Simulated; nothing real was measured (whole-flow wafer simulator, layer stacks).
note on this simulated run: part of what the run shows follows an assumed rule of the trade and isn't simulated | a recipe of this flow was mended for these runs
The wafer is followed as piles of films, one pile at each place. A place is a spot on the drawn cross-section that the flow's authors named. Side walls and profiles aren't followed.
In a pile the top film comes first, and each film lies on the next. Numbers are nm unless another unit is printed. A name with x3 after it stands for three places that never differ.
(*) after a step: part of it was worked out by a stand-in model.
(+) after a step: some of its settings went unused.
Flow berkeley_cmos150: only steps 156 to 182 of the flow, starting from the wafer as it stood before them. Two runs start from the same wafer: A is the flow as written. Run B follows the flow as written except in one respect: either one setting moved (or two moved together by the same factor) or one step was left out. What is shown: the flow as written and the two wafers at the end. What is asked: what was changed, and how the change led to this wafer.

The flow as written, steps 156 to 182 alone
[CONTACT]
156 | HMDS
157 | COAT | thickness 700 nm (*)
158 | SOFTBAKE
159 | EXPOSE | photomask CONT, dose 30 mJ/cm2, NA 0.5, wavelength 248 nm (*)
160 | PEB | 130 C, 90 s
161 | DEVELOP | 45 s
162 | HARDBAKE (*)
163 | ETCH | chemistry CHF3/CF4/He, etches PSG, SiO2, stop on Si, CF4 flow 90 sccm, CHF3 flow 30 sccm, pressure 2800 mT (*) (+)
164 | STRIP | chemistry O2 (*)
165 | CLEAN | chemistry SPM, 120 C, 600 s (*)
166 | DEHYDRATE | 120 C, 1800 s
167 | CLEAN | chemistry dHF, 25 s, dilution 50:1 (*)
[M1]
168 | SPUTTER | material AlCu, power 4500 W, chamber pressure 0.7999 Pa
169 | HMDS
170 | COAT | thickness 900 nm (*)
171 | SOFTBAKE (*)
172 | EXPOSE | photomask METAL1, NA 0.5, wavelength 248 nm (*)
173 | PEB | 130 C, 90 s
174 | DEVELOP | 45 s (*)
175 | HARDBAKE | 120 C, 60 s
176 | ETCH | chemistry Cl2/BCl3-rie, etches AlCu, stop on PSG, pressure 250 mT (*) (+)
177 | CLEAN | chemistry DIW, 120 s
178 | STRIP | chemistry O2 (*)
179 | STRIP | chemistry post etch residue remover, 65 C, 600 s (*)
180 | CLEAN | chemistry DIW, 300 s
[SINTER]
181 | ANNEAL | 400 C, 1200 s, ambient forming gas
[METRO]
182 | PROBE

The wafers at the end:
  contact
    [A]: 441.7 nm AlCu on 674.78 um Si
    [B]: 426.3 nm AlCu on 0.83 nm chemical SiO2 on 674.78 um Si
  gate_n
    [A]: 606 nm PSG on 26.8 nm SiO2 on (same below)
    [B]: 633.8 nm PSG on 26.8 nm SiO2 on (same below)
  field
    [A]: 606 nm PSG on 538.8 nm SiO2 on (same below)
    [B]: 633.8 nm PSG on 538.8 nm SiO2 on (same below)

What caused this: step 167, CLEAN: chemistry dHF, 25 s, dilution 50:1 (*), was not run.

Step by step, how the change led to this:
  168 | SPUTTER | material AlCu, power 4500 W, chamber pressure 0.7999 Pa
      contact: A AlCu gains 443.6 (new film) | B AlCu gains 428.2 (new film)
  178 | STRIP | chemistry O2 (*)
      contact: A thick-KrF-resist loses 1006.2 (all of it) | B thick-KrF-resist loses 1035.7 (all of it)
